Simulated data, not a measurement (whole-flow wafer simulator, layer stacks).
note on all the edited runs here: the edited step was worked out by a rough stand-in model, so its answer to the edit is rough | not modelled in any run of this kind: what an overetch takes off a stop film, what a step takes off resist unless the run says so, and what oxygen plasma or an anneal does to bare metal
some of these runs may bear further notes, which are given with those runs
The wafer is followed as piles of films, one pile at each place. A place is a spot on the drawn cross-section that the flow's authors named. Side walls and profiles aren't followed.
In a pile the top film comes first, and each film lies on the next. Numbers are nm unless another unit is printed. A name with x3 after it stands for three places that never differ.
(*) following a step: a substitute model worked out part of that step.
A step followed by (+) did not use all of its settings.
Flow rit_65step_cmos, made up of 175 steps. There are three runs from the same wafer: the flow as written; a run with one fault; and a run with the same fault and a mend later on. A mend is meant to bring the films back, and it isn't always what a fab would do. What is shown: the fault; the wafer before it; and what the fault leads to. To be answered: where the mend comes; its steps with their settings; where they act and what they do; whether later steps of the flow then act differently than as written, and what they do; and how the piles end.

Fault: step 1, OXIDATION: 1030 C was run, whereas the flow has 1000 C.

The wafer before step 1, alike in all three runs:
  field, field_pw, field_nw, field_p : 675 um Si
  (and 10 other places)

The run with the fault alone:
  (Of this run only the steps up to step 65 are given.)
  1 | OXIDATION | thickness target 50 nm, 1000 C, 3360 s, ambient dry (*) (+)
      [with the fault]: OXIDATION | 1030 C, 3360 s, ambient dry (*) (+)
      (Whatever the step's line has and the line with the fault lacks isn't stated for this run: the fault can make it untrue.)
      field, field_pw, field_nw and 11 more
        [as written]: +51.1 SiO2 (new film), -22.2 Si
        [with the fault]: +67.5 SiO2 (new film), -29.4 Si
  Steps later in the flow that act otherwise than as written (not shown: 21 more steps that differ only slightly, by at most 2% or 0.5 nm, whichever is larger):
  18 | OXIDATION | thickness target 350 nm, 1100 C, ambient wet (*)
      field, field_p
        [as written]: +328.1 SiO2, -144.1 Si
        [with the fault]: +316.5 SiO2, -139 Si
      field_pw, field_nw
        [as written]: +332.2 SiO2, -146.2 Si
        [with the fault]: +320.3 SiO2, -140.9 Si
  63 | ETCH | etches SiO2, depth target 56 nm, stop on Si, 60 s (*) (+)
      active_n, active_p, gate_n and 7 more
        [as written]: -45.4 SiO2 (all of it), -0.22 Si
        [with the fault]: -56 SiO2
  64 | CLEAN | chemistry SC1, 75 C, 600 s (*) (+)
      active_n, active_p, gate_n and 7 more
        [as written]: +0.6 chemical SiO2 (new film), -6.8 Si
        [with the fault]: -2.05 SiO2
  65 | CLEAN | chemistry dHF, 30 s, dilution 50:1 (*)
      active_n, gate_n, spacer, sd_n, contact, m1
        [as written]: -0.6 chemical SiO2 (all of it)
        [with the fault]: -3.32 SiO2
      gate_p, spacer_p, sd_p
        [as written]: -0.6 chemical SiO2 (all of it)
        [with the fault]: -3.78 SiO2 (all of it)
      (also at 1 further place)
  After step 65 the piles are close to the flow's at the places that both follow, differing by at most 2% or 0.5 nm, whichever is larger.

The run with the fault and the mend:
  After step 2 comes the mend.
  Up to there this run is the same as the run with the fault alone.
  2a | ETCH | depth target 78 nm, 21.5 C, 87 s
      field, field_pw, field_nw and 11 more
        -67.5 SiO2 (all of it)
  2b | CLEAN | chemistry SC2, 75 C, 600 s
      field, field_pw, field_nw and 11 more
        +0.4 chemical SiO2 (new film), -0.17 Si
  2c | OXIDATION | 1000 C, 3360 s, ambient dry (*) (a further turn of the flow's step 1, with different settings)
      field, field_pw, field_nw and 11 more
        +51 SiO2 (new film), -0.4 chemical SiO2 (all of it), -22.3 Si
  Steps later in the flow that act otherwise than as written (not shown: 18 more steps that differ only slightly, by at most 2% or 0.5 nm, whichever is larger):
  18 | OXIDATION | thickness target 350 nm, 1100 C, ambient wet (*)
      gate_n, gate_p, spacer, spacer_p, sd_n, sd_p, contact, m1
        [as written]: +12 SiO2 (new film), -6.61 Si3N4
        [with the mend]: +12 SiO2 (new film), -6.61 Si3N4, +0.03 SiO2
  At the end the piles are close to the flow's at the places that both follow, differing by at most 2% or 0.5 nm, whichever is larger.
